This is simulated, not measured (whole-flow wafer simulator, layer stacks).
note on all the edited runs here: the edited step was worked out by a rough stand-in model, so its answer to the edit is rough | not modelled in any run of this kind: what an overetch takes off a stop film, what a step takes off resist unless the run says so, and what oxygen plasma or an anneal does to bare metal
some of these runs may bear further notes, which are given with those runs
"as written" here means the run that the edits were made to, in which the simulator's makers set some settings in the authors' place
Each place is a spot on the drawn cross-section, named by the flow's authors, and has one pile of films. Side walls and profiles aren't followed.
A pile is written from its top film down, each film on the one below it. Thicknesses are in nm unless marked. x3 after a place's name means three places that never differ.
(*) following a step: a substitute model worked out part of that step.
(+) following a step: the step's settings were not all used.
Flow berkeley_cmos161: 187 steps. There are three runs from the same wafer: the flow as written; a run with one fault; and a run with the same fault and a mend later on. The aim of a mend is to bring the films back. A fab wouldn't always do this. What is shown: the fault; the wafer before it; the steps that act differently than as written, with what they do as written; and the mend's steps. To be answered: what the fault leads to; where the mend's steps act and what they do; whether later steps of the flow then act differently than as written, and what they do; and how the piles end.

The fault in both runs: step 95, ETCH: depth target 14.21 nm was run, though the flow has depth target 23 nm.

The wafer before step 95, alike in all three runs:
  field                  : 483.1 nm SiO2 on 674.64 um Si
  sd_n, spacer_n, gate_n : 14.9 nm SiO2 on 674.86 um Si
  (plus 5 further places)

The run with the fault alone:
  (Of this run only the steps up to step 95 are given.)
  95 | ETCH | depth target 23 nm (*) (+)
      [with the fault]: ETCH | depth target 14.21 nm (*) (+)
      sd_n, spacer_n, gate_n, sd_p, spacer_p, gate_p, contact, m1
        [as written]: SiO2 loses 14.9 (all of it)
        [with the fault]: SiO2 loses 14.2
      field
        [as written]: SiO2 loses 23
        [with the fault]: SiO2 loses 14.2
  After step 95, at sd_n, spacer_n, gate_n, sd_p, spacer_p, gate_p, contact, m1, the piles differ from the flow's by more than 2% or 0.5 nm, whichever is larger.
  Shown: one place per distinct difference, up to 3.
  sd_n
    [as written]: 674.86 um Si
    [with the fault]: 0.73 nm SiO2 on 674.86 um Si

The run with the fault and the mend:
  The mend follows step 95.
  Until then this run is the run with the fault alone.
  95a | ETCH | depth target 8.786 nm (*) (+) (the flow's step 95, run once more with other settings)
      sd_n, spacer_n, gate_n, sd_p, spacer_p, gate_p, contact, m1
        SiO2 loses 0.73 (all of it)
      field
        SiO2 loses 8.79
  Later steps of the flow that are run all act as written at every place that is followed, up to a difference of at most 2% or 0.5 nm, whichever is larger.
  The piles end the same as the flow's at every place that both follow.
